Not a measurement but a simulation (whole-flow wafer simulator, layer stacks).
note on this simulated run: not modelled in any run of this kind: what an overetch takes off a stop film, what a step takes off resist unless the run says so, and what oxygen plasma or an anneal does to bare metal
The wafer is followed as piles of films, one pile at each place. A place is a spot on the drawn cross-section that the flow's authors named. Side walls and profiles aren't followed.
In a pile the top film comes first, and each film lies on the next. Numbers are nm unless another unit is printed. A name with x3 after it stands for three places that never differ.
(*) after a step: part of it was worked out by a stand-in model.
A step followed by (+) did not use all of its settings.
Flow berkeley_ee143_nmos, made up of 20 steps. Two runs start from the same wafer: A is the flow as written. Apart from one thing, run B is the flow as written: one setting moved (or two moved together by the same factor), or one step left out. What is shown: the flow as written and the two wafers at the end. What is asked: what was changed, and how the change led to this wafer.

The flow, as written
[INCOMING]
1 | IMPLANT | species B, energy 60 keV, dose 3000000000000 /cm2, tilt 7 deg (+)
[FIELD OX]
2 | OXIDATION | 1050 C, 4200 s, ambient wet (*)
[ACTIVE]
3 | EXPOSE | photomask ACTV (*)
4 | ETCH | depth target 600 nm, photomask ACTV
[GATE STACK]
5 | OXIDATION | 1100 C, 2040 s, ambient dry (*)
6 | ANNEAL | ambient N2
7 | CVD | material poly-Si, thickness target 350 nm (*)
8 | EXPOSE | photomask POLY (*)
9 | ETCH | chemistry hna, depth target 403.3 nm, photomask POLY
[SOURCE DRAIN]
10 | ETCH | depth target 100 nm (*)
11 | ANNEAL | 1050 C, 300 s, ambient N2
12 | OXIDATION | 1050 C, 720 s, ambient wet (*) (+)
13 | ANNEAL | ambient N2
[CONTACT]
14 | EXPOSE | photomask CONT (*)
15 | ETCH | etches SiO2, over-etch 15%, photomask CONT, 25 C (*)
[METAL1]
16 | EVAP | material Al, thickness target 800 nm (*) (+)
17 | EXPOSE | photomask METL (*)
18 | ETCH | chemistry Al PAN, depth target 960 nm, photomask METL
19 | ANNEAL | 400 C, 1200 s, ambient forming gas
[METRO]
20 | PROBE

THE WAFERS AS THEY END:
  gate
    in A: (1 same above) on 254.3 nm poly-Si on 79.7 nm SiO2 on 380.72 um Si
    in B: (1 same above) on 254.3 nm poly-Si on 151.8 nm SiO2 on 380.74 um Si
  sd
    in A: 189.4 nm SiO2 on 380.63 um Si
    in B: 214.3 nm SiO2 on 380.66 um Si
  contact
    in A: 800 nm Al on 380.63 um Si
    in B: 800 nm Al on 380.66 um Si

The reason: step 4, ETCH: depth target 450 nm was run, while the flow as written has depth target 600 nm.

How this came from the change, step by step:
  4 | ETCH | depth target 600 nm, photomask ACTV
      gate, sd, contact: A -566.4 SiO2 (all of it) | B -450 SiO2
  5 | OXIDATION | 1100 C, 2040 s, ambient dry (*)
      gate, sd, contact: A +79.7 SiO2 (new film), -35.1 Si | B +35.4 SiO2, -15.6 Si
  10 | ETCH | depth target 100 nm (*)
      sd, contact: A -79.7 SiO2 (all of it) | B -100 SiO2
  12 | OXIDATION | 1050 C, 720 s, ambient wet (*) (+)
      sd, contact: A +189.4 SiO2 (new film), -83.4 Si | B +162.5 SiO2, -71.5 Si
  15 | ETCH | etches SiO2, over-etch 15%, photomask CONT, 25 C (*)
      contact: A -189.4 SiO2 (all of it) | B -214.3 SiO2 (all of it)
